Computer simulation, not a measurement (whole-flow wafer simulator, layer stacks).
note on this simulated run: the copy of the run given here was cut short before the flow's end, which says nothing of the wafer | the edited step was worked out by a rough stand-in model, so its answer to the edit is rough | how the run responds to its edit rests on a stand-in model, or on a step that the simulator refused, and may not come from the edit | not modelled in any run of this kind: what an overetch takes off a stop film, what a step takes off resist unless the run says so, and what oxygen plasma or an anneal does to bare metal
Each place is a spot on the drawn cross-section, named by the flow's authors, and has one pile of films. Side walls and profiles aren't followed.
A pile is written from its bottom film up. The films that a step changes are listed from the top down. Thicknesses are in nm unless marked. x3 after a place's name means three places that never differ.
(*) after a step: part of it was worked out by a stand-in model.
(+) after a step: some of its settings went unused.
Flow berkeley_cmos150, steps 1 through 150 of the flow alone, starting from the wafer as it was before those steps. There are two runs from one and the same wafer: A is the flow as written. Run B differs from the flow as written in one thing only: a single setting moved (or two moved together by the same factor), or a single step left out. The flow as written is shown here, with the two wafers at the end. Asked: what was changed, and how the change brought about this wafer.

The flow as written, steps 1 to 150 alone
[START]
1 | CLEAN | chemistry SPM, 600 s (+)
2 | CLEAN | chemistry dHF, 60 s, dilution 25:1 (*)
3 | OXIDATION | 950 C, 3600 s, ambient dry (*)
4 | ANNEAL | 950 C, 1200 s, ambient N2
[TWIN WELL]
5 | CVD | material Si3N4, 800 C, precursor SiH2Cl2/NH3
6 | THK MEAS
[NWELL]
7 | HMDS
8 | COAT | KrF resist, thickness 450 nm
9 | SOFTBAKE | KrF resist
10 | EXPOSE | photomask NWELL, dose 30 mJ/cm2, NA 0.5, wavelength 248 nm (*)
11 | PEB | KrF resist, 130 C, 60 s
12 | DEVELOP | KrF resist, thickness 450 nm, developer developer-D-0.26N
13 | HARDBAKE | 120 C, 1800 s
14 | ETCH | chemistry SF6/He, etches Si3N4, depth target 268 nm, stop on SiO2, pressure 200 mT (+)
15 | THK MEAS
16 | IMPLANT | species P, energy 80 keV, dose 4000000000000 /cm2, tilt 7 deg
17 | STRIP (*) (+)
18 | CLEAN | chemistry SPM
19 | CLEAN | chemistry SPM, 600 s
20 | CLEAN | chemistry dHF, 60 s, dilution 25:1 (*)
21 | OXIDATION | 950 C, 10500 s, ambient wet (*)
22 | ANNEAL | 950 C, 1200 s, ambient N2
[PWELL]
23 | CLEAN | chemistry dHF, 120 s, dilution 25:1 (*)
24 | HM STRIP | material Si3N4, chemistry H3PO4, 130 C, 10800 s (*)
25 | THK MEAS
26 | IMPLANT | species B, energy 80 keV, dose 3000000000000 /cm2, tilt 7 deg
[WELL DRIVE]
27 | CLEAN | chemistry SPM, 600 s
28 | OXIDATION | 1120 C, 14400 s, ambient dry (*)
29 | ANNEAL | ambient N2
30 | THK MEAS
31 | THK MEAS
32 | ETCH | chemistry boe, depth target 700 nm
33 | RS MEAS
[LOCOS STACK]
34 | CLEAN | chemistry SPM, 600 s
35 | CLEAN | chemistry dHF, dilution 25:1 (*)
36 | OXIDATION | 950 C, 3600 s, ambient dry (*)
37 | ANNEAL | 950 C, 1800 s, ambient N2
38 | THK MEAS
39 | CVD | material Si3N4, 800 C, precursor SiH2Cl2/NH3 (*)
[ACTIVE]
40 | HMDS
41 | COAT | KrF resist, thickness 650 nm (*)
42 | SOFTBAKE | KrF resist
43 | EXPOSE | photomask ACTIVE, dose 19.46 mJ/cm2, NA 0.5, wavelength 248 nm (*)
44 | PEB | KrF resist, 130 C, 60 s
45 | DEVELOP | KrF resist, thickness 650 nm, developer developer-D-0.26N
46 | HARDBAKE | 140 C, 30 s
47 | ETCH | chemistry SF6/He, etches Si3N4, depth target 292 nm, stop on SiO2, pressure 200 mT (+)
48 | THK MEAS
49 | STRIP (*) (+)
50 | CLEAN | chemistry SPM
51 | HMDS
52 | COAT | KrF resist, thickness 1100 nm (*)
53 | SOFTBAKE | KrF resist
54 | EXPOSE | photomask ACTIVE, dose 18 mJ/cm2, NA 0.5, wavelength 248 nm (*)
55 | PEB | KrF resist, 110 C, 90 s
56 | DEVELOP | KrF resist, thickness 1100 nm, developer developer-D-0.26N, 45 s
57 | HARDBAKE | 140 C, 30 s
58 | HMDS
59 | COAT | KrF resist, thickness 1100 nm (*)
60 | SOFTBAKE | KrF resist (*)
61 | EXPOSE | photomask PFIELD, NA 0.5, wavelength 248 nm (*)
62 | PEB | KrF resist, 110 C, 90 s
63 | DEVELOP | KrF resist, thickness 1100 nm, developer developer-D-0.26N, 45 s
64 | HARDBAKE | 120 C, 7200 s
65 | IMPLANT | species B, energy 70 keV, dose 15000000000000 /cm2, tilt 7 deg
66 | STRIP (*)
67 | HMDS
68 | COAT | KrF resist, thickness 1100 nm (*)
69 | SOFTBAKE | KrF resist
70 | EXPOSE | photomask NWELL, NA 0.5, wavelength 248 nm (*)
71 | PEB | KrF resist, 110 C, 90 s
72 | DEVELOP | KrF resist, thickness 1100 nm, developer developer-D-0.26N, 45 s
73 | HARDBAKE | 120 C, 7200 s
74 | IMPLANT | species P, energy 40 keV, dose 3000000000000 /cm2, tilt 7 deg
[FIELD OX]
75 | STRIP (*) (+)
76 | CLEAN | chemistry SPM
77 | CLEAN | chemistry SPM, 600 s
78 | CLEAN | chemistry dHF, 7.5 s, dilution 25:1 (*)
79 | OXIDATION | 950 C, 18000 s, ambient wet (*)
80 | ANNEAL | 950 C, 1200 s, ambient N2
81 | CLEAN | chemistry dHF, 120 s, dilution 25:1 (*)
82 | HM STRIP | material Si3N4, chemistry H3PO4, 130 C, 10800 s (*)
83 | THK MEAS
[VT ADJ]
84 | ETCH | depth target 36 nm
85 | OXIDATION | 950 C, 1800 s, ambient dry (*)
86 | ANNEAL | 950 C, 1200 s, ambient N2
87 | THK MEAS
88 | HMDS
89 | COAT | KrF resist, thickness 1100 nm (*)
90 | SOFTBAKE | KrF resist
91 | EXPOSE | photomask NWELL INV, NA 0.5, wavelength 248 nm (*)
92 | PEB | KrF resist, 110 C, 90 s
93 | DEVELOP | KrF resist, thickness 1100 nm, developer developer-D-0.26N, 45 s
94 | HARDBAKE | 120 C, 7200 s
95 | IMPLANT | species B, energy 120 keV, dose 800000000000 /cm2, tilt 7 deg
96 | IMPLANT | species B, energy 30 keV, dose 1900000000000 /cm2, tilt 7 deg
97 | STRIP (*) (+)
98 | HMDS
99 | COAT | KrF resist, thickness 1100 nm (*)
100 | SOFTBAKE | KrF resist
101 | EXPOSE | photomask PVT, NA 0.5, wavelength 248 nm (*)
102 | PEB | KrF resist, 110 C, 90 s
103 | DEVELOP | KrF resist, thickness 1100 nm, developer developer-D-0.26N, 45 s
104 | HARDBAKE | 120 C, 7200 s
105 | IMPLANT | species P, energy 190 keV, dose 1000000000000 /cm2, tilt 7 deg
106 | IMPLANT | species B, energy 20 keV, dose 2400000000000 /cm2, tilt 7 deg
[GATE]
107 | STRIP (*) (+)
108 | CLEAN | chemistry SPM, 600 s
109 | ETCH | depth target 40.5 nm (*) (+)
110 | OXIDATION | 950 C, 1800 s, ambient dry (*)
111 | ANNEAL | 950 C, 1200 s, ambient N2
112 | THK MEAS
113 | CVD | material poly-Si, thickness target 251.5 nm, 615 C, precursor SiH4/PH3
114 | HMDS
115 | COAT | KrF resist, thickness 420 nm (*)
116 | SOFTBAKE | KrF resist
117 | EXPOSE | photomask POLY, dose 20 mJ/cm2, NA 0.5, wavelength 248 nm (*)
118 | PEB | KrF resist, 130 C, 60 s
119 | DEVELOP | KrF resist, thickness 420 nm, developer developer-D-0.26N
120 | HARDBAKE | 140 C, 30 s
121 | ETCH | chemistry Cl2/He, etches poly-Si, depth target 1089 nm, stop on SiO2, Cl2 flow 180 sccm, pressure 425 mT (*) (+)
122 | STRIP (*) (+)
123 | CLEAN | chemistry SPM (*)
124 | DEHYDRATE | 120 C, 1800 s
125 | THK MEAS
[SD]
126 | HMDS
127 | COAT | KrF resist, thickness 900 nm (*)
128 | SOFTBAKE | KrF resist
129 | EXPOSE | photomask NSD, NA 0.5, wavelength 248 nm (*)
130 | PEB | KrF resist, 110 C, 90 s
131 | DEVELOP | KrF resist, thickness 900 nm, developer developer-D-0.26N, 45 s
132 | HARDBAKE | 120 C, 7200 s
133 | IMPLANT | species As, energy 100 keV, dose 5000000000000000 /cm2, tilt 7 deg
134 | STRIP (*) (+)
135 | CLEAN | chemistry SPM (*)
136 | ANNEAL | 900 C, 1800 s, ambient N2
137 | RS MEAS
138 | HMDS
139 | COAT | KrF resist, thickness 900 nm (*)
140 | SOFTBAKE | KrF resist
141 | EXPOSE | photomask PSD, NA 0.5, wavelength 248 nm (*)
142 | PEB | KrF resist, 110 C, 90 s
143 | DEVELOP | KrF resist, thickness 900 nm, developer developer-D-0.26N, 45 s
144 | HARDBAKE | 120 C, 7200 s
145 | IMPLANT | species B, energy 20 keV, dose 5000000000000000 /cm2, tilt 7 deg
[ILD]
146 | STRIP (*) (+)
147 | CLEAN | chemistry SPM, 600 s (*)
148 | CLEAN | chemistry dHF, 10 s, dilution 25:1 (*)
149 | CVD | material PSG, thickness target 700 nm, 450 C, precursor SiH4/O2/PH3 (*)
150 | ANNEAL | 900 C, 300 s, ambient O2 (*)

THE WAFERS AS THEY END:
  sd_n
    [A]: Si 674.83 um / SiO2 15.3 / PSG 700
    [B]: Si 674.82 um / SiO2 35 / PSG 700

What caused this: step 39, CVD: 750 C was run, whereas the flow has 800 C.

Step by step, how the change led to this:
  39 | CVD | material Si3N4, 800 C, precursor SiH2Cl2/NH3 (*)
      field, field_p, sd_n, gate_n, sd_p, gate_p, contact, m1: A +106 Si3N4 (new film) | B +54.3 Si3N4 (new film)
  47 | ETCH | chemistry SF6/He, etches Si3N4, depth target 292 nm, stop on SiO2, pressure 200 mT (+)
      sd_n, gate_n, sd_p, gate_p, contact, m1: A -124 KrF resist | B -67.8 KrF resist
      field, field_p: A -106 Si3N4 (all of it), -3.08 SiO2 | B -54.3 Si3N4 (all of it), -3.08 SiO2
  49 | STRIP (*) (+)
      sd_n: A -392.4 KrF resist (all of it) | B -448.6 KrF resist (all of it)
      gate_n: A -400.6 KrF resist (all of it) | B -456.8 KrF resist (all of it)
      (and at 4 other places as well)
  52 | COAT | KrF resist, thickness 1100 nm (*)
      sd_n: A +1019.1 KrF resist (new film) | B +1048.8 KrF resist (new film)
      gate_n: A +1039.7 KrF resist (new film) | B +1063.5 KrF resist (new film)
      (and at 4 other places as well)
  57 | HARDBAKE | 140 C, 30 s
      sd_n: A -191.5 KrF resist | B -197 KrF resist
      gate_n: A -195.3 KrF resist | B -199.6 KrF resist
      (and at 4 other places as well)
  59 | COAT | KrF resist, thickness 1100 nm (*)
      sd_n: A +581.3 KrF resist | B +595 KrF resist
      gate_n: A +684.4 KrF resist | B +698.8 KrF resist
      (and at 3 other places as well)
  66 | STRIP (*)
      sd_n: A -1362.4 KrF resist (all of it) | B -1399.8 KrF resist (all of it)
      gate_n: A -1479.7 KrF resist (all of it) | B -1513.1 KrF resist (all of it)
      (and at 4 other places as well)
  68 | COAT | KrF resist, thickness 1100 nm (*)
      sd_n: A +1019.1 KrF resist (new film) | B +1048.8 KrF resist (new film)
      gate_n: A +1039.7 KrF resist (new film) | B +1063.5 KrF resist (new film)
      (and at 4 other places as well)
  72 | DEVELOP | KrF resist, thickness 1100 nm, developer developer-D-0.26N, 45 s
      sd_p: A -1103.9 KrF resist (all of it) | B -1130.3 KrF resist (all of it)
      gate_p: A -1108 KrF resist (all of it) | B -1130.9 KrF resist (all of it)
  73 | HARDBAKE | 120 C, 7200 s
      m1: A -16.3 KrF resist | B -16.9 KrF resist
  75 | STRIP (*) (+)
      sd_n: A -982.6 KrF resist (all of it) | B -1011.6 KrF resist (all of it)
      gate_n: A -1002.7 KrF resist (all of it) | B -1025.8 KrF resist (all of it)
      (and at 2 other places as well)
  79 | OXIDATION | 950 C, 18000 s, ambient wet (*)
      sd_n: A +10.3 SiO2 (new film), -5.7 Si3N4, +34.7 SiO2, -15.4 Si | B +10.3 SiO2 (new film), -5.7 Si3N4, +67.6 SiO2, -30.2 Si
  82 | HM STRIP | material Si3N4, chemistry H3PO4, 130 C, 10800 s (*)
      sd_n, gate_n, contact, m1: A -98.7 Si3N4 (all of it), -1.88 SiO2 | B -47 Si3N4 (all of it), -2.32 SiO2
      sd_p, gate_p: A -98.6 Si3N4 (all of it), -1.88 SiO2 | B -46.9 Si3N4 (all of it), -2.32 SiO2
  85 | OXIDATION | 950 C, 1800 s, ambient dry (*)
      sd_n: A +12.2 SiO2, -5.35 Si | B +8.25 SiO2, -3.63 Si
  109 | ETCH | depth target 40.5 nm (*) (+)
      sd_n: A -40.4 SiO2 (all of it) | B -40.5 SiO2
  110 | OXIDATION | 950 C, 1800 s, ambient dry (*)
      sd_n: A +20.4 SiO2 (new film), -8.98 Si | B +11.6 SiO2, -5.1 Si
  ... 1 further step ...
  119 | DEVELOP | KrF resist, thickness 420 nm, developer developer-D-0.26N
      sd_n: A -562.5 KrF resist (all of it) | B -550.5 KrF resist (all of it)
